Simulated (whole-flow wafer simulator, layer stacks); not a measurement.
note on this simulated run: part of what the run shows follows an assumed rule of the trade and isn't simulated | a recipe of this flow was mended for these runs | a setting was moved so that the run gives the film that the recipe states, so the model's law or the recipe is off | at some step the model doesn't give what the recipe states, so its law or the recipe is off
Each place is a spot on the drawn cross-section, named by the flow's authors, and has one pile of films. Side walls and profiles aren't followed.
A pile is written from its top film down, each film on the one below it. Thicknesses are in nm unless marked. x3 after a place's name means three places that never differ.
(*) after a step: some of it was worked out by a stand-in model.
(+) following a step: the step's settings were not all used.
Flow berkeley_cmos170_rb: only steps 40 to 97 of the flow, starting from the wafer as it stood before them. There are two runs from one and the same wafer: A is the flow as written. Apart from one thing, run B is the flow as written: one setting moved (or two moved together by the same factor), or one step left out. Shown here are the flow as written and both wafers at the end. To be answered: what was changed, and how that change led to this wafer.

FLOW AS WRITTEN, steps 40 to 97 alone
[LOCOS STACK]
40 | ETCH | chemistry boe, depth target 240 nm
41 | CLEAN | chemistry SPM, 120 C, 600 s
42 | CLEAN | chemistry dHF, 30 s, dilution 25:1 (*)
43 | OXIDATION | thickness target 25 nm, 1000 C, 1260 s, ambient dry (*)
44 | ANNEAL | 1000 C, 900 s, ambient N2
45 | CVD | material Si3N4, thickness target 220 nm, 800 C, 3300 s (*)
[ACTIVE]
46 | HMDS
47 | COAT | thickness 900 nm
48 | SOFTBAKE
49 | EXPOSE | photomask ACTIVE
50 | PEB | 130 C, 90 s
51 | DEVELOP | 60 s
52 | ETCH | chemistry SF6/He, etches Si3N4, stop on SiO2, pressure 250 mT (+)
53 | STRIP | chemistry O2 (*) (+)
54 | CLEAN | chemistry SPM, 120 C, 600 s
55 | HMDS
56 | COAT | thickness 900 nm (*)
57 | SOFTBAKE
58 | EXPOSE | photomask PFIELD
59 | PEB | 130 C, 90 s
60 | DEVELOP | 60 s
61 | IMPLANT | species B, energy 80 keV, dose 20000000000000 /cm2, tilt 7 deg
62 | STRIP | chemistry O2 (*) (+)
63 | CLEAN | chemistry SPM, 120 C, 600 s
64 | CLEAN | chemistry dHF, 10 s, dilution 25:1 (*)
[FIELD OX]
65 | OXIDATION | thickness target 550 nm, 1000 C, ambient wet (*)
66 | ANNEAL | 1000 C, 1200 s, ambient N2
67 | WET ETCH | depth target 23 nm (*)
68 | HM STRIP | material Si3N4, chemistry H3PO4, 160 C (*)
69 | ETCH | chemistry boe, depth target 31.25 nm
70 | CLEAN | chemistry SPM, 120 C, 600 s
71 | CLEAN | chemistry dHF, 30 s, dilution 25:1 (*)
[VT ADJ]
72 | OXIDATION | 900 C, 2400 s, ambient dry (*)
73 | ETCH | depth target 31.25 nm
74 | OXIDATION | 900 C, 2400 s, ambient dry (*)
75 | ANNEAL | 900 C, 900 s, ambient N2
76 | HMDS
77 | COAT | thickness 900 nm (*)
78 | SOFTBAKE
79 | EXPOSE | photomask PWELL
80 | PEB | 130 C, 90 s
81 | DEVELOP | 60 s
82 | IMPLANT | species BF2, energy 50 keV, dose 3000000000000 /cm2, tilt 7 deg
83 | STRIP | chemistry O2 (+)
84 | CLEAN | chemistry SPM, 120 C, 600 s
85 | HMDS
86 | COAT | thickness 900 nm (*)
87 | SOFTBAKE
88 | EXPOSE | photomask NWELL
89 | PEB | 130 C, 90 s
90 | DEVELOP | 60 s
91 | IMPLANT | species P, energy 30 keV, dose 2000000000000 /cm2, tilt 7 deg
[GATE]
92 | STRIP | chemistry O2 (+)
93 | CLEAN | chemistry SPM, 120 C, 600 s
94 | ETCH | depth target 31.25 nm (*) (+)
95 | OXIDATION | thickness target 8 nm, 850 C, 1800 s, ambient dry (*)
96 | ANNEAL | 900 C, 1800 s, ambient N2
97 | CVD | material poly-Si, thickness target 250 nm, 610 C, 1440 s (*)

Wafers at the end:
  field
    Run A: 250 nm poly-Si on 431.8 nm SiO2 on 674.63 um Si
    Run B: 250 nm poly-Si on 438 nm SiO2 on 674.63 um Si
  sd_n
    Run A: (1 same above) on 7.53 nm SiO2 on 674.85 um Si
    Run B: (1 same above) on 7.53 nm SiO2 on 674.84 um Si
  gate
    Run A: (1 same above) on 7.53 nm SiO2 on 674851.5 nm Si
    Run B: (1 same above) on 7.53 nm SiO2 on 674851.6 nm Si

The reason: step 45, CVD: 1320 s was run, whereas the flow has 3300 s.

The path from the change to this, step by step:
  45 | CVD | material Si3N4, thickness target 220 nm, 800 C, 3300 s (*)
      field, sd_n, spacer_n and 6 more: A +220 Si3N4 (new film) | B +88 Si3N4 (new film)
  52 | ETCH | chemistry SF6/He, etches Si3N4, stop on SiO2, pressure 250 mT (+)
      sd_n, spacer_n, gate, sd_p, spacer_p, gate_p, contact, m1: A -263 KrF-resist | B -119.6 KrF-resist
      field: A -220 Si3N4 (all of it), -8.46 SiO2 | B -88 Si3N4 (all of it), -8.46 SiO2
  53 | STRIP | chemistry O2 (*) (+)
      sd_n, spacer_n, gate, sd_p, spacer_p, gate_p, contact, m1: A -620 KrF-resist (all of it) | B -763.5 KrF-resist (all of it)
  56 | COAT | thickness 900 nm (*)
      field: A +962.5 KrF-resist (new film) | B +926.2 KrF-resist (new film)
      sd_n: A +782.7 KrF-resist (new film) | B +850 KrF-resist (new film)
      (also at 7 further places)
  60 | DEVELOP | 60 s
      field: A -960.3 KrF-resist (all of it) | B -924.2 KrF-resist (all of it)
  62 | STRIP | chemistry O2 (*) (+)
      sd_n: A -766.1 KrF-resist (all of it) | B -833.2 KrF-resist (all of it)
      spacer_n: A -799.5 KrF-resist (all of it) | B -845.9 KrF-resist (all of it)
      (also at 6 further places)
  65 | OXIDATION | thickness target 550 nm, 1000 C, ambient wet (*)
      gate: A +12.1 SiO2 (new film), -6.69 Si3N4, +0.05 SiO2, -0.05 Si | B +12.1 SiO2 (new film), -6.69 Si3N4
      sd_n: A +12.1 SiO2 (new film), -6.69 Si3N4, +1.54 SiO2, -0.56 Si | B +12.1 SiO2 (new film), -6.69 Si3N4, +39.4 SiO2, -17.8 Si
      (also at 1 further place)
  68 | HM STRIP | material Si3N4, chemistry H3PO4, 160 C (*)
      sd_n, spacer_n, gate, sd_p, spacer_p, gate_p, contact, m1: A -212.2 Si3N4 (all of it), -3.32 SiO2 | B -80.2 Si3N4 (all of it), -1.25 SiO2
      field: A -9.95 SiO2 | B -3.76 SiO2
  69 | ETCH | chemistry boe, depth target 31.25 nm
      sd_n: A -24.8 SiO2 (all of it) | B -31.2 SiO2
      sd_p: A -23.3 SiO2 (all of it) | B -31.2 SiO2
      (also at 6 further places)
  70 | CLEAN | chemistry SPM, 120 C, 600 s
      sd_n, sd_p: A +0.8 chemical SiO2 (new film), -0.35 Si | B nothing
  71 | CLEAN | chemistry dHF, 30 s, dilution 25:1 (*)
      sd_n: A -0.8 chemical SiO2 (all of it) | B -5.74 SiO2
      sd_p: A -0.8 chemical SiO2 (all of it) | B -2.89 SiO2 (all of it)
  72 | OXIDATION | 900 C, 2400 s, ambient dry (*)
      sd_n: A +15 SiO2 (new film), -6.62 Si | B +9.19 SiO2, -4.04 Si
  73 | ETCH | depth target 31.25 nm
      sd_n: A -15 SiO2 (all of it) | B -31.2 SiO2
  74 | OXIDATION | 900 C, 2400 s, ambient dry (*)
      sd_n: A +15 SiO2 (new film), -6.62 Si | B +11.2 SiO2, -4.92 Si
  94 | ETCH | depth target 31.25 nm (*) (+)
      sd_n: A -15 SiO2 (all of it) | B -16.8 SiO2 (all of it)
